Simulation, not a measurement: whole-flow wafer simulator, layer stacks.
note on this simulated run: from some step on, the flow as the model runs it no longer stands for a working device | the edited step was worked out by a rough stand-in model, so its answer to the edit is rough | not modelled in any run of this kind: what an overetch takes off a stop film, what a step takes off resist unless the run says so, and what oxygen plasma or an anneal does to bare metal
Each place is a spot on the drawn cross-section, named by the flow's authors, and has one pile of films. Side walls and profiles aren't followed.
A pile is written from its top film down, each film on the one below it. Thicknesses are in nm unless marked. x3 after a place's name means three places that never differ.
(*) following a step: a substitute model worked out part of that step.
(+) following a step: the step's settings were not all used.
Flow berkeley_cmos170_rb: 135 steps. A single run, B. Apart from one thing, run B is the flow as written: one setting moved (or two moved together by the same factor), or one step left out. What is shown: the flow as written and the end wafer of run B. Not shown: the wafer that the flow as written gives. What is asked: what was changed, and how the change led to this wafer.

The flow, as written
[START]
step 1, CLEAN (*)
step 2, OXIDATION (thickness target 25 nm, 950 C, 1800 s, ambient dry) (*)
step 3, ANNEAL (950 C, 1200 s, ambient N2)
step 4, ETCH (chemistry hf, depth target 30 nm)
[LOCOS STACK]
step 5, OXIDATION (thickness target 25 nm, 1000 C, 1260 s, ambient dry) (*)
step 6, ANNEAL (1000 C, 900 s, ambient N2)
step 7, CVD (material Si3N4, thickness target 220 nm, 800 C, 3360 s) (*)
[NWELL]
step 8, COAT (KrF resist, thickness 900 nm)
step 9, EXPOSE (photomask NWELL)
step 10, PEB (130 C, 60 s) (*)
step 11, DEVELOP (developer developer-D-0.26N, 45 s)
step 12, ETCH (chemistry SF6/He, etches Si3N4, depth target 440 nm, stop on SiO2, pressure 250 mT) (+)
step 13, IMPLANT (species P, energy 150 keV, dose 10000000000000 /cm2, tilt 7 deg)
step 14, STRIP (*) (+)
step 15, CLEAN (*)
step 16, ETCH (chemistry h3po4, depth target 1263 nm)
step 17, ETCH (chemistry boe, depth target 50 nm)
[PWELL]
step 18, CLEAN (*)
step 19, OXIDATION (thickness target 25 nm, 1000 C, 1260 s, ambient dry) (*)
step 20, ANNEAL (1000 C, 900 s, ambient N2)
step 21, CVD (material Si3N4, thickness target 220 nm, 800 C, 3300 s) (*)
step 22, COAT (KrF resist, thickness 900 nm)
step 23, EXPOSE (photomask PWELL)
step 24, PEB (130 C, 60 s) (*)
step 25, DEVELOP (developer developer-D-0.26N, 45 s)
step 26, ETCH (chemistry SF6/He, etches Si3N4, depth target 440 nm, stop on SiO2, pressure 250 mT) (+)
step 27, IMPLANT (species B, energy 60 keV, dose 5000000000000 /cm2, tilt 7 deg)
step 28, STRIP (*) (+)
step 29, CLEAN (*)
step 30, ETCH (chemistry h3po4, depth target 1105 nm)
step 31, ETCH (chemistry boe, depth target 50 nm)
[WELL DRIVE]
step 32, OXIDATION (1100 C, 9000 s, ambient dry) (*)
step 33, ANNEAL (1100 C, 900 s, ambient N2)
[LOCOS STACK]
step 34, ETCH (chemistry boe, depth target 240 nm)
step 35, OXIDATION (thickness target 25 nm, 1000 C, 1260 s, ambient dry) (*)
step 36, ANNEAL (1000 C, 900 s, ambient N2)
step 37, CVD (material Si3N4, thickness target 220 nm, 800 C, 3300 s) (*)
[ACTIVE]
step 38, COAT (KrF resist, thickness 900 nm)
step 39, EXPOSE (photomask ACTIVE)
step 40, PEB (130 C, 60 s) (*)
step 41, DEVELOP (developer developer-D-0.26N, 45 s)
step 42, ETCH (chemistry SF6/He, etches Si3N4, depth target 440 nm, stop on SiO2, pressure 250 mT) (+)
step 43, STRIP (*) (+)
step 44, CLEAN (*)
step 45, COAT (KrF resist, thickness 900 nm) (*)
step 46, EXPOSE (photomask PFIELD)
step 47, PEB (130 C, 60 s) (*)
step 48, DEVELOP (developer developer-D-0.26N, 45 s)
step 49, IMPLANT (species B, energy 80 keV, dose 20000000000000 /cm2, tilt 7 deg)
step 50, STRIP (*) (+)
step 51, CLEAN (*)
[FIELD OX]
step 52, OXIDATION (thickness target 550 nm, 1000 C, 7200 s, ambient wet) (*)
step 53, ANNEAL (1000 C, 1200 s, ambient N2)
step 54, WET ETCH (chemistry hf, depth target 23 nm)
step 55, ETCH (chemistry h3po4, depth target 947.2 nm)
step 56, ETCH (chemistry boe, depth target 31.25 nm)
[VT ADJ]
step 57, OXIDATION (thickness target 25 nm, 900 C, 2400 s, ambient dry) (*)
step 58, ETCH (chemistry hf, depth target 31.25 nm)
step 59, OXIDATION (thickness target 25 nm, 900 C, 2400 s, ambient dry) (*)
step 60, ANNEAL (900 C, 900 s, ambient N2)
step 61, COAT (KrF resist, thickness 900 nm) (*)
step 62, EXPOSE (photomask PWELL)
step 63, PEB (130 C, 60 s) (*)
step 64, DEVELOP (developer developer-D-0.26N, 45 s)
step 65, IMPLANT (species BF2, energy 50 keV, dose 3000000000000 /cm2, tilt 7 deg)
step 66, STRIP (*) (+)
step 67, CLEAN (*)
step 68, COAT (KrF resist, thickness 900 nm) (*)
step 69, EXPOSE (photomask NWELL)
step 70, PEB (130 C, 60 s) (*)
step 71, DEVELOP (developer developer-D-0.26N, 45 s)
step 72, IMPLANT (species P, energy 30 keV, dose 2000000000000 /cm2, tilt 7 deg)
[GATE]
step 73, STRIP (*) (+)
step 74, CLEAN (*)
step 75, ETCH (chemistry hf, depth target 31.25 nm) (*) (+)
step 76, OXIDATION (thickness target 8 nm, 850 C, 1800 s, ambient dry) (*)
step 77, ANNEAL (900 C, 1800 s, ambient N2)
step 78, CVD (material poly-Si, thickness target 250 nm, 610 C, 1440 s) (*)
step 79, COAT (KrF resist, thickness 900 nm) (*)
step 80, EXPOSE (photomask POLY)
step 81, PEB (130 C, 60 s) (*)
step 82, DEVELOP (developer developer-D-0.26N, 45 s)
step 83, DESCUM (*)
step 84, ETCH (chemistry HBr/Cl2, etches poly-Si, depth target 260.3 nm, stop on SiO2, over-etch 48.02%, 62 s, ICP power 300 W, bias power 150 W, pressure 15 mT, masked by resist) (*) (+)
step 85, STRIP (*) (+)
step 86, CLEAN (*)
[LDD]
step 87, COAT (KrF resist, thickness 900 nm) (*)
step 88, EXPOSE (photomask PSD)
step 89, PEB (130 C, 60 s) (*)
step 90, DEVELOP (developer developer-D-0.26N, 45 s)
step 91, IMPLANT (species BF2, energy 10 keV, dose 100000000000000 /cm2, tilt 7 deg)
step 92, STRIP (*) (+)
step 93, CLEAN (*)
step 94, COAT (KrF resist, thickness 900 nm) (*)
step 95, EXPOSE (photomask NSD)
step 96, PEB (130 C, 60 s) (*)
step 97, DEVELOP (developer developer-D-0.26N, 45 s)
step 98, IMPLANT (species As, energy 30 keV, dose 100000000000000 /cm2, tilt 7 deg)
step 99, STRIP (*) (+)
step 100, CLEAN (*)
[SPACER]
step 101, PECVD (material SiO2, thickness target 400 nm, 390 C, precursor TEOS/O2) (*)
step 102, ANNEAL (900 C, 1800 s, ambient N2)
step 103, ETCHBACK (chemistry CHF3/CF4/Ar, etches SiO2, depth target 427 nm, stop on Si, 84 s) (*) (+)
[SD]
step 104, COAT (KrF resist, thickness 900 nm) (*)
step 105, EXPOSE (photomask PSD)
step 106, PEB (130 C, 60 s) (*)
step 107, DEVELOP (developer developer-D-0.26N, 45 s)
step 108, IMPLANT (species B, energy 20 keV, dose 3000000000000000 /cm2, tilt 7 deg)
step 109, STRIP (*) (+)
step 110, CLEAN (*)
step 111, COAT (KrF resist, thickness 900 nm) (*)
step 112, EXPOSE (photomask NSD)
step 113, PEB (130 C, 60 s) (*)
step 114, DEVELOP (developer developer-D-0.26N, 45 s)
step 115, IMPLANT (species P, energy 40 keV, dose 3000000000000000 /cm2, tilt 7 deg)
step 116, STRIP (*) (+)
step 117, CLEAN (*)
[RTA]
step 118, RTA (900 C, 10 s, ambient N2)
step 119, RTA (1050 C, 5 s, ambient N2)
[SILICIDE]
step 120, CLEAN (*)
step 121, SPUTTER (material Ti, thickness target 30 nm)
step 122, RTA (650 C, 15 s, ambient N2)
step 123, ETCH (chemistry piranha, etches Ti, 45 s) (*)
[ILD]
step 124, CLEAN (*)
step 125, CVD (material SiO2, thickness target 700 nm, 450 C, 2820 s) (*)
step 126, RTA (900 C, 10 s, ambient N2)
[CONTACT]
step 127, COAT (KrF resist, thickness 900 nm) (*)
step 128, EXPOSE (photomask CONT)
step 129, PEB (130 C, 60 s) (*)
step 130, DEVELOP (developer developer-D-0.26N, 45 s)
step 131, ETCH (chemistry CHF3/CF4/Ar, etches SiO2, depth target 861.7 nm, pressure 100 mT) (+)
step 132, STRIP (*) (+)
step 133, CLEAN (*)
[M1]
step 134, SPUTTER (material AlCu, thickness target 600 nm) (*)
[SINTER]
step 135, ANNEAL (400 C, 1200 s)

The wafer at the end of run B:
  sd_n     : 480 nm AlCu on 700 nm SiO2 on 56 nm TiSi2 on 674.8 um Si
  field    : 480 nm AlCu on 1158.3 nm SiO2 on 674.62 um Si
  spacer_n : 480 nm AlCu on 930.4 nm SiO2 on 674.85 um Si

The reason: step 134, SPUTTER: thickness target 480 nm was run, though the flow has thickness target 600 nm.
The wafer itself shows it: sd_n has AlCu 480, and step 134 as written asks for 600 nm.

Step by step, how the change led to this:
  step 134, SPUTTER (material AlCu, thickness target 600 nm) (*)
      field, sd_n, spacer_n, gate, spacer_p, gate_p, m1: +480 AlCu (new film) (as written it would have been: +600 AlCu (new film))
      sd_p: +432.3 AlCu (new film) (as written it would have been: +545.9 AlCu (new film))
      (as well as at 1 more place)
